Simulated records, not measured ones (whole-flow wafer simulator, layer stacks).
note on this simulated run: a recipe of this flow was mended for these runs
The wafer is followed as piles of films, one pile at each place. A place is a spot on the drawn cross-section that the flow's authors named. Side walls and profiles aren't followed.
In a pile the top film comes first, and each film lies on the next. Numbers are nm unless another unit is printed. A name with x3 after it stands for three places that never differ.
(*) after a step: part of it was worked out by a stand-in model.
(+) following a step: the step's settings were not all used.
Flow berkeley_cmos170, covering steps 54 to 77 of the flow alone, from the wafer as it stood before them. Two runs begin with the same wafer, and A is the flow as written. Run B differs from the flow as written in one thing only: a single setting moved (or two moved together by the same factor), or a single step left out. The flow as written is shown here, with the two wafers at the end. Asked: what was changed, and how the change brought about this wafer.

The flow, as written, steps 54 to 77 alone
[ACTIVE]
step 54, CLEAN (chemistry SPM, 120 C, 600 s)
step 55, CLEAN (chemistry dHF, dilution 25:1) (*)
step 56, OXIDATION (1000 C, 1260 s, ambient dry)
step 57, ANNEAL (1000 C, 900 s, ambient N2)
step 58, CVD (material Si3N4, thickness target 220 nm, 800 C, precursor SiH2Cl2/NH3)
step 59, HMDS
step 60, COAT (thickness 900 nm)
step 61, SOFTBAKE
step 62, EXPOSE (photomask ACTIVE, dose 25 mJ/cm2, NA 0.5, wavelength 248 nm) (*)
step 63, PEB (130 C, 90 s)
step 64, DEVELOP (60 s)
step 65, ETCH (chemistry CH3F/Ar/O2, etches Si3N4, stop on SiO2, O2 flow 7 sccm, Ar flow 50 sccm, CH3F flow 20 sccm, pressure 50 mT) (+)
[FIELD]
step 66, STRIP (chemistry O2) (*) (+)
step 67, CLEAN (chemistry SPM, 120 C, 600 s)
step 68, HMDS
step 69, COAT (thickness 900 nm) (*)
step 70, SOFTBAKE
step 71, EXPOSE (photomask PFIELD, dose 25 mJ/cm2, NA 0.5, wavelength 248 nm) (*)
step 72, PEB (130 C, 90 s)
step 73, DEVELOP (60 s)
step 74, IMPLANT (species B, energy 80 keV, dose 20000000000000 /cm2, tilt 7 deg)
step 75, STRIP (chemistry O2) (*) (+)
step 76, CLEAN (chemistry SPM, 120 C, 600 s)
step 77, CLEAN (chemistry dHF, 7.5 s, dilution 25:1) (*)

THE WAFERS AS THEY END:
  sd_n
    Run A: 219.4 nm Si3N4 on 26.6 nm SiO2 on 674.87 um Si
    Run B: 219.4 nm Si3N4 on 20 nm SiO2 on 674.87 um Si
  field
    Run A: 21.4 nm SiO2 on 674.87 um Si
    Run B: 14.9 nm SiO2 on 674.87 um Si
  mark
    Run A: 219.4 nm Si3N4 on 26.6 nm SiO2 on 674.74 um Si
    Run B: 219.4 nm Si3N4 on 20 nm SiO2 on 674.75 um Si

What caused this: step 56, OXIDATION: 970 C was run, whereas the flow has 1000 C.

Step by step, how the change led to this:
  step 56, OXIDATION (1000 C, 1260 s, ambient dry)
      field, mark, sd_n and 10 more: A +26.6 SiO2 (new film), -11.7 Si | B +20 SiO2 (new film), -8.81 Si
